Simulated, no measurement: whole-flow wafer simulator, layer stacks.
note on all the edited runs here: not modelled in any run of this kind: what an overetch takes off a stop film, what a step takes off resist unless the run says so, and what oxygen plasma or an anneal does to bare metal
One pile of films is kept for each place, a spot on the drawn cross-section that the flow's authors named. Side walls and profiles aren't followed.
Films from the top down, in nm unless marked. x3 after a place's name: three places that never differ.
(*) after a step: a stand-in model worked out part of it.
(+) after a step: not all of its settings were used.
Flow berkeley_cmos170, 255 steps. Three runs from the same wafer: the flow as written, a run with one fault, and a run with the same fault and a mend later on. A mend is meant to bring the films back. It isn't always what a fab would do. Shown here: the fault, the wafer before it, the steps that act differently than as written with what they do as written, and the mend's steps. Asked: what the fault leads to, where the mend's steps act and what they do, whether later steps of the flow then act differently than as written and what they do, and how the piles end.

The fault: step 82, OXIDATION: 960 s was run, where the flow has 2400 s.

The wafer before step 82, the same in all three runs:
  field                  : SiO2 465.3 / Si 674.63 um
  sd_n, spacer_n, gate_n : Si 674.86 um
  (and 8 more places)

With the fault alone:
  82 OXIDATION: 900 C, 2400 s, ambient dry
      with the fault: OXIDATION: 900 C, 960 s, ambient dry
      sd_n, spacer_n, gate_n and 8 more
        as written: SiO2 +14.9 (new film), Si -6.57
        with the fault: SiO2 +8.44 (new film), Si -3.71
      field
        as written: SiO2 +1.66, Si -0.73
        with the fault: SiO2 +0.66, Si -0.29
  Later steps of the flow that act differently than as written (46 more steps differ only slightly, by at most 2% or 0.5 nm, whichever is larger, and aren't shown):
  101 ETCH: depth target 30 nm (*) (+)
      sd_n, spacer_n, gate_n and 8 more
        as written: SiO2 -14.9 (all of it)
        with the fault: SiO2 -8.44 (all of it)
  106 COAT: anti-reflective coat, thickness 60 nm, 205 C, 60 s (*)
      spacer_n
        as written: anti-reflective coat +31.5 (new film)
        with the fault: anti-reflective coat +32.2 (new film)
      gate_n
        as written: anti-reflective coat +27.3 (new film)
        with the fault: anti-reflective coat +28.1 (new film)
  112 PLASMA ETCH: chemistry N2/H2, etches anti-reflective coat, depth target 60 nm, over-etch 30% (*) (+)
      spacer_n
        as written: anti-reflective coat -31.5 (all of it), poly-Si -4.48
        with the fault: anti-reflective coat -32.2 (all of it), poly-Si -4.39
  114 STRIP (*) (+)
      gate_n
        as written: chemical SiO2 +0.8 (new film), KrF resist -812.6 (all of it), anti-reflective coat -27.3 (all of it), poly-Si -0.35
        with the fault: chemical SiO2 +0.8 (new film), KrF resist -810 (all of it), anti-reflective coat -28.1 (all of it), poly-Si -0.35
  At the end the piles differ from the flow's only slightly at the places that both follow, by at most 2% or 0.5 nm, whichever is larger.

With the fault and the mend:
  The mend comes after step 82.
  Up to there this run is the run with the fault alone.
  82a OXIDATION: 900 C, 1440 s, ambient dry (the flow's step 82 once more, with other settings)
      sd_n, spacer_n, gate_n and 8 more
        SiO2 +6.5, Si -2.86
      field
        SiO2 +0.99, Si -0.44
  No later step of the flow acts differently than as written at any place that is followed.
  At the end the piles are the same as the flow's at every place that both follow.
